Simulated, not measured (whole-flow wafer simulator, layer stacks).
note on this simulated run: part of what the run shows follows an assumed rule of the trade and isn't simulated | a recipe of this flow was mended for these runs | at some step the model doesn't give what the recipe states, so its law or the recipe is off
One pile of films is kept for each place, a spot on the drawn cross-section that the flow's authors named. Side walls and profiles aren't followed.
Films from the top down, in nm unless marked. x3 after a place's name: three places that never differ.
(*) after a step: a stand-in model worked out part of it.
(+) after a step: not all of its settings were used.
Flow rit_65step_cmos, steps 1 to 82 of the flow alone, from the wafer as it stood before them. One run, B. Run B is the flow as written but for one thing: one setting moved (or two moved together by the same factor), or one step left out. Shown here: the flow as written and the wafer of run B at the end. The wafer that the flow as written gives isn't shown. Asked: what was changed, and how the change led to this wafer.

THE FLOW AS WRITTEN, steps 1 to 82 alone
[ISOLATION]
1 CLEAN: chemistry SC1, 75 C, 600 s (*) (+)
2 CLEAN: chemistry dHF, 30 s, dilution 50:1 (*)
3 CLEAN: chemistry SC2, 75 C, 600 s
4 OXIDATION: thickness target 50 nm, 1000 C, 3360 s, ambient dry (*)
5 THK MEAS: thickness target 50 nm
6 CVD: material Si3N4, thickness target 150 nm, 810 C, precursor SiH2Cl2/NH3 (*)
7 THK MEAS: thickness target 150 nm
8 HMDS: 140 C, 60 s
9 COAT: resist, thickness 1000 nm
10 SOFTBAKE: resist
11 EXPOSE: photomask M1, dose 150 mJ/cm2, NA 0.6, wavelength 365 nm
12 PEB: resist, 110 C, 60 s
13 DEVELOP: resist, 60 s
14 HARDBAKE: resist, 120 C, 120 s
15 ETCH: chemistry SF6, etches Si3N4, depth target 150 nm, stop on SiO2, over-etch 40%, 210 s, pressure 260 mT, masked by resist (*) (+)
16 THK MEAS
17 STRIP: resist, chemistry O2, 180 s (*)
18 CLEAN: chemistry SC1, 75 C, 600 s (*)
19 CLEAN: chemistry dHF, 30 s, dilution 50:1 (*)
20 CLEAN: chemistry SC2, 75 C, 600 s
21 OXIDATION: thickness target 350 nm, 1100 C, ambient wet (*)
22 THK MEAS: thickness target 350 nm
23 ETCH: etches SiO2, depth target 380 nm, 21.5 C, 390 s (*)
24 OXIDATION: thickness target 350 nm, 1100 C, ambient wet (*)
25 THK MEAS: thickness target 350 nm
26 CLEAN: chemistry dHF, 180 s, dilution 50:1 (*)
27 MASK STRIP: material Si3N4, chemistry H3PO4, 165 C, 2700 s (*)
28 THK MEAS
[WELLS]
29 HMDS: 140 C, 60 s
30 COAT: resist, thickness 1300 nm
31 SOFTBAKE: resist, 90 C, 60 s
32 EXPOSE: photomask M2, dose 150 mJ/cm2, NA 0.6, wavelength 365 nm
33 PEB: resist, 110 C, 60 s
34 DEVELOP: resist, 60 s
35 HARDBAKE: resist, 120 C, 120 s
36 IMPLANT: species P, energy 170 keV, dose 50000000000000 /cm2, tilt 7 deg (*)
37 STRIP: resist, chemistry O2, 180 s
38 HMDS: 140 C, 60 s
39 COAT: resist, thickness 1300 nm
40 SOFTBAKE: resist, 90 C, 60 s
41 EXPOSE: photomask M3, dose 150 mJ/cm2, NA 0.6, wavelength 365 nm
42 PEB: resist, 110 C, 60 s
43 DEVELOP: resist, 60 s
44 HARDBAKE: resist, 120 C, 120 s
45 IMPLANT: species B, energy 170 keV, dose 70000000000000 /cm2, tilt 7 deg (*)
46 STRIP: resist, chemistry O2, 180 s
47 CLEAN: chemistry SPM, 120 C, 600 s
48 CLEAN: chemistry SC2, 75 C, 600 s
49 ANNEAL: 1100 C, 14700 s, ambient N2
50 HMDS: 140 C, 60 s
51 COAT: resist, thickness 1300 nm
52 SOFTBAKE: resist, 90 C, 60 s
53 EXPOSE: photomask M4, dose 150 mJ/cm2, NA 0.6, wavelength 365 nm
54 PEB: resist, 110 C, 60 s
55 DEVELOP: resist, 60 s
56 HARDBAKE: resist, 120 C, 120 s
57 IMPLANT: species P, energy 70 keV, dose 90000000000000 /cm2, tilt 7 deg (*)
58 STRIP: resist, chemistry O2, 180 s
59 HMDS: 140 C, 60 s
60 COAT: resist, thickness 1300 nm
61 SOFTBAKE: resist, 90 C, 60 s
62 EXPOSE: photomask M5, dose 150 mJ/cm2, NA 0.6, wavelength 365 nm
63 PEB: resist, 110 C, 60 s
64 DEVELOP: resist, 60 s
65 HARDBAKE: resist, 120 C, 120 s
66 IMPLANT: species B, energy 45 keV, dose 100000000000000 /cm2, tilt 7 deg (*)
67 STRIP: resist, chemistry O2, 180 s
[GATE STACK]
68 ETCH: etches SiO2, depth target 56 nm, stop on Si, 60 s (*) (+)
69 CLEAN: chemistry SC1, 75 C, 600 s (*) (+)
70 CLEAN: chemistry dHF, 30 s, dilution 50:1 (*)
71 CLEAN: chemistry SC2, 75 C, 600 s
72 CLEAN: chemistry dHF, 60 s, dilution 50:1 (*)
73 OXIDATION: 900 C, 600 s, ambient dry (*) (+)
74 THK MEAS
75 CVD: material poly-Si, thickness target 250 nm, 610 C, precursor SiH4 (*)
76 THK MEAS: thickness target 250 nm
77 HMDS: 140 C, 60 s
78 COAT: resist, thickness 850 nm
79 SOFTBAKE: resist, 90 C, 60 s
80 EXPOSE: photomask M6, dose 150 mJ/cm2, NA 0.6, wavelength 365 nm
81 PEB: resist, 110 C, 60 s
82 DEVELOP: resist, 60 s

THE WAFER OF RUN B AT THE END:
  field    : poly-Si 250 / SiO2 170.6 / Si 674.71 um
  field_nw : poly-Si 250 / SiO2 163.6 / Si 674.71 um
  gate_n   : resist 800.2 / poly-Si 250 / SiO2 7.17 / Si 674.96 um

The cause: step 24, OXIDATION: thickness target 266 nm was run, where the flow has thickness target 350 nm.

How the change led to this, step by step:
  24 OXIDATION: thickness target 350 nm, 1100 C, ambient wet (*)
      active_n, active_p, gate_n and 7 more: SiO2 +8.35 (new film), Si3N4 -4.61 (as written it would be: SiO2 +12 (new film), Si3N4 -6.61)
      field, field_pw, field_nw, field_p: SiO2 +266 (new film), Si -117 (as written it would be: SiO2 +350 (new film), Si -154)
  26 CLEAN: chemistry dHF, 180 s, dilution 50:1 (*)
      active_n, active_p, gate_n and 7 more: SiO2 -8.35 (all of it), Si3N4 -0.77 (as written it would be: SiO2 -12 (all of it), Si3N4 -0.44)
  30 COAT: resist, thickness 1300 nm
      field: resist +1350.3 (new film) (as written it would be: resist +1315.7 (new film))
      field_p: resist +1350.2 (new film) (as written it would be: resist +1315.7 (new film))
  33 PEB: resist, 110 C, 60 s
      field, field_p: resist -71 (as written it would be: resist -69.2)
  34 DEVELOP: resist, 60 s
      field_p: resist -1279.2 (all of it) (as written it would be: resist -1246.5 (all of it))
  35 HARDBAKE: resist, 120 C, 120 s
      field: resist -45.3 (as written it would be: resist -44.1)
      field_pw: resist -44.9 (as written it would be: resist -44)
  37 STRIP: resist, chemistry O2, 180 s
      field: resist -1234 (all of it) (as written it would be: resist -1202.4 (all of it))
  39 COAT: resist, thickness 1300 nm
      field: resist +1350.3 (new film) (as written it would be: resist +1315.7 (new film))
      field_p: resist +1350.2 (new film) (as written it would be: resist +1315.7 (new film))
  42 PEB: resist, 110 C, 60 s
      field, field_p: resist -71 (as written it would be: resist -69.2)
  43 DEVELOP: resist, 60 s
      field: resist -1279.3 (all of it) (as written it would be: resist -1246.5 (all of it))
  44 HARDBAKE: resist, 120 C, 120 s
      field_nw: resist -44.9 (as written it would be: resist -44)
      field_p: resist -45.3 (as written it would be: resist -44.1)
  46 STRIP: resist, chemistry O2, 180 s
      field_p: resist -1233.9 (all of it) (as written it would be: resist -1202.3 (all of it))
  51 COAT: resist, thickness 1300 nm
      field: resist +1350.3 (new film) (as written it would be: resist +1315.7 (new film))
      field_p: resist +1350.2 (new film) (as written it would be: resist +1315.7 (new film))
  54 PEB: resist, 110 C, 60 s
      field, field_p: resist -71 (as written it would be: resist -69.2)
  55 DEVELOP: resist, 60 s
      field_p: resist -1279.2 (all of it) (as written it would be: resist -1246.5 (all of it))
  56 HARDBAKE: resist, 120 C, 120 s
      field: resist -45.3 (as written it would be: resist -44.1)
      field_pw: resist -44.9 (as written it would be: resist -44)
  ... 8 more steps ...
  82 DEVELOP: resist, 60 s
      field: resist -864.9 (all of it) (as written it would be: resist -832.7 (all of it))
      field_pw: resist -848.7 (all of it) (as written it would be: resist -826 (all of it))
      (and at 2 more places)
